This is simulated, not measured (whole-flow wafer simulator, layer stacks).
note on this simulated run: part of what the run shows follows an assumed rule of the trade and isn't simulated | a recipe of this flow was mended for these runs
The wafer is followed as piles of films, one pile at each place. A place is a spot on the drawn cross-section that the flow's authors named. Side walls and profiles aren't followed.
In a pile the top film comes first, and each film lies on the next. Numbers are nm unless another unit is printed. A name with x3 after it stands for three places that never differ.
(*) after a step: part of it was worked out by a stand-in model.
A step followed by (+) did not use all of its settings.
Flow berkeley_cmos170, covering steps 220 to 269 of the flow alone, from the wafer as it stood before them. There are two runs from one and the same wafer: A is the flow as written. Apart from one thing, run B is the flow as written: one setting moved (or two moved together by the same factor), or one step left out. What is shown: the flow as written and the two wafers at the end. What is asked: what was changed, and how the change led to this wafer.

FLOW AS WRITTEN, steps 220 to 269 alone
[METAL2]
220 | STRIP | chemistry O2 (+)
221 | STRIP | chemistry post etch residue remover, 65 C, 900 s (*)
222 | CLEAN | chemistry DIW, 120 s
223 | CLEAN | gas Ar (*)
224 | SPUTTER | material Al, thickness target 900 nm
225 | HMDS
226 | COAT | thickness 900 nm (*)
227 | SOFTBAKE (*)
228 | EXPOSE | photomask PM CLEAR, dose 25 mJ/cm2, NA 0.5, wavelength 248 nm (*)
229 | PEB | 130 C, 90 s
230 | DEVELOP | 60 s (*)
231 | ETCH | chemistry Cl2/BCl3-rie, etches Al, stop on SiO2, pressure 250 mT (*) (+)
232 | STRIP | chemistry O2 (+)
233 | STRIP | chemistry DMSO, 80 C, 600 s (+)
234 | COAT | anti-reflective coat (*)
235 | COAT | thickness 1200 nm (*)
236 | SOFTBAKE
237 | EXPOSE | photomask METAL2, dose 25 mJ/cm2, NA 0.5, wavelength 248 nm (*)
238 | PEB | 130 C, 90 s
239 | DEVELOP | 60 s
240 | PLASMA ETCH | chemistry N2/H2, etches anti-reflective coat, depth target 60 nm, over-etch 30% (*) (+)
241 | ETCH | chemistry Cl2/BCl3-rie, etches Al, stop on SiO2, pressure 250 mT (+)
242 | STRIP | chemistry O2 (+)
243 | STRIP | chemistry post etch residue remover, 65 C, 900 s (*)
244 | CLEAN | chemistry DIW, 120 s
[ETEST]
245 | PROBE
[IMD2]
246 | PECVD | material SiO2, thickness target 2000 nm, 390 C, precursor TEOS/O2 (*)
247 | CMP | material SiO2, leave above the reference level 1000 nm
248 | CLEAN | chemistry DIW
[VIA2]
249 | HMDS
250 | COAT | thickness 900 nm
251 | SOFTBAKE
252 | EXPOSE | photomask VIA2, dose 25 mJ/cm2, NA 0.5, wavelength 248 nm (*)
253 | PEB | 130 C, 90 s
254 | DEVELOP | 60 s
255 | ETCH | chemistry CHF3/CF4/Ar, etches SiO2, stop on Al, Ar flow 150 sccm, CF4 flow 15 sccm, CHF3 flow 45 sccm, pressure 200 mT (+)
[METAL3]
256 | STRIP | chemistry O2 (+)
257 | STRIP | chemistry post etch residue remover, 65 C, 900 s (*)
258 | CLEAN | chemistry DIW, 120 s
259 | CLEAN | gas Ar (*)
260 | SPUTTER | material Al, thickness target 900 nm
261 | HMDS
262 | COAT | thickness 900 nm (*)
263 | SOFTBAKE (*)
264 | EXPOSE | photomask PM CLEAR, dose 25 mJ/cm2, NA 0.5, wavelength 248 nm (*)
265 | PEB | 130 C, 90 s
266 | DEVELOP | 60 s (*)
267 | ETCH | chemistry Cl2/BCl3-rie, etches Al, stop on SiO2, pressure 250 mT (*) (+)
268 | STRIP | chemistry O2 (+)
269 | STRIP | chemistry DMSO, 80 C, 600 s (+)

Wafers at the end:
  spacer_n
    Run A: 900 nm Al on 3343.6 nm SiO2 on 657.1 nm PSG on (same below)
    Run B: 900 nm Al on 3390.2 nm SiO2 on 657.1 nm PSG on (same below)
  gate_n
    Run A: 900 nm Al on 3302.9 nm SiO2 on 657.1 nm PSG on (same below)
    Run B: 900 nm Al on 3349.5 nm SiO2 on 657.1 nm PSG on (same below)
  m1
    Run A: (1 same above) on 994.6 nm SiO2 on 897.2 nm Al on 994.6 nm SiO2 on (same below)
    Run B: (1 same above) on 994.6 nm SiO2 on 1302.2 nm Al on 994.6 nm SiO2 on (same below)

Cause: step 224, SPUTTER: thickness target 1305 nm was run, while the flow as written has thickness target 900 nm.

How this came from the change, step by step:
  224 | SPUTTER | material Al, thickness target 900 nm
      field, mark, sd_n and 9 more: A +900 Al (new film) | B +1305 Al (new film)
      via1: A +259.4 Al | B +303.2 Al
  226 | COAT | thickness 900 nm (*)
      via1: A +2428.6 KrF-resist (new film) | B +2773.4 KrF-resist (new film)
  229 | PEB | 130 C, 90 s
      via1: A -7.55 KrF-resist | B -10.1 KrF-resist
  231 | ETCH | chemistry Cl2/BCl3-rie, etches Al, stop on SiO2, pressure 250 mT (*) (+)
      field, sd_n, spacer_n and 9 more: A -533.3 KrF-resist | B -735.8 KrF-resist
      mark: A -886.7 Al (all of it), -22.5 SiO2 | B -1291.7 Al (all of it), -22.5 SiO2
  232 | STRIP | chemistry O2 (+)
      spacer_n, gate_n: A -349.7 KrF-resist (all of it) | B -147.1 KrF-resist (all of it)
      spacer_p, gate_p: A -349.4 KrF-resist (all of it) | B -146.9 KrF-resist (all of it)
      (as well as at 8 more places)
  234 | COAT | anti-reflective coat (*)
      via1: A +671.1 anti-reflective coat (new film) | B +841.6 anti-reflective coat (new film)
  235 | COAT | thickness 1200 nm (*)
      m1: A +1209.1 KrF-resist (new film) | B +1173.2 KrF-resist (new film)
      via1: A +2189 KrF-resist (new film) | B +2332.2 KrF-resist (new film)
      (as well as at 1 more place)
  238 | PEB | 130 C, 90 s
      via1: A -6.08 KrF-resist | B -7.01 KrF-resist
  241 | ETCH | chemistry Cl2/BCl3-rie, etches Al, stop on SiO2, pressure 250 mT (+)
      field, sd_n, spacer_n, gate_n, sd_p, spacer_p, gate_p: A -900 Al (all of it), -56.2 SiO2 | B -1305 Al (all of it), -56.2 SiO2
      contact, m1, via1, m2, via2: A -675 KrF-resist | B -877.5 KrF-resist
      (as well as at 1 more place)
  242 | STRIP | chemistry O2 (+)
      contact: A -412 KrF-resist (all of it), -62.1 anti-reflective coat (all of it) | B -201.2 KrF-resist (all of it), -62.1 anti-reflective coat (all of it)
      m1: A -433.1 KrF-resist (all of it), -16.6 anti-reflective coat (all of it) | B -194.9 KrF-resist (all of it), -16.7 anti-reflective coat (all of it)
      (as well as at 3 more places)
  246 | PECVD | material SiO2, thickness target 2000 nm, 390 C, precursor TEOS/O2 (*)
      via1: A +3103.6 SiO2 (new film), +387 void (new film), +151 SiO2 (new film) | B +2357.7 SiO2 (new film), +1560.2 void (new film), +84.9 SiO2 (new film)
  247 | CMP | material SiO2, leave above the reference level 1000 nm
      field, sd_n, spacer_n, gate_n, sd_p, spacer_p, gate_p: A -46.6 SiO2 | B nothing
  250 | COAT | thickness 900 nm
      sd_n: A +900 KrF-resist (new film) | B +1041.8 KrF-resist (new film)
      contact: A +900 KrF-resist (new film) | B +766.9 KrF-resist (new film)
      (as well as at 4 more places)
  254 | DEVELOP | 60 s
      via2: A -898 KrF-resist (all of it) | B -756.8 KrF-resist (all of it)
  256 | STRIP | chemistry O2 (+)
      sd_n: A -607.6 KrF-resist (all of it) | B -749.1 KrF-resist (all of it)
      sd_p: A -607.6 KrF-resist (all of it) | B -620.1 KrF-resist (all of it)
      (as well as at 6 more places)
  262 | COAT | thickness 900 nm (*)
      sd_n: A +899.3 KrF-resist (new film) | B +1040 KrF-resist (new film)
      contact: A +898.4 KrF-resist (new film) | B +756.5 KrF-resist (new film)
      (as well as at 4 more places)
  ... 1 other step ...
  268 | STRIP | chemistry O2 (+)
      sd_n: A -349 KrF-resist (all of it) | B -489.3 KrF-resist (all of it)
      sd_p: A -349.5 KrF-resist (all of it) | B -359.9 KrF-resist (all of it)
      (as well as at 7 more places)
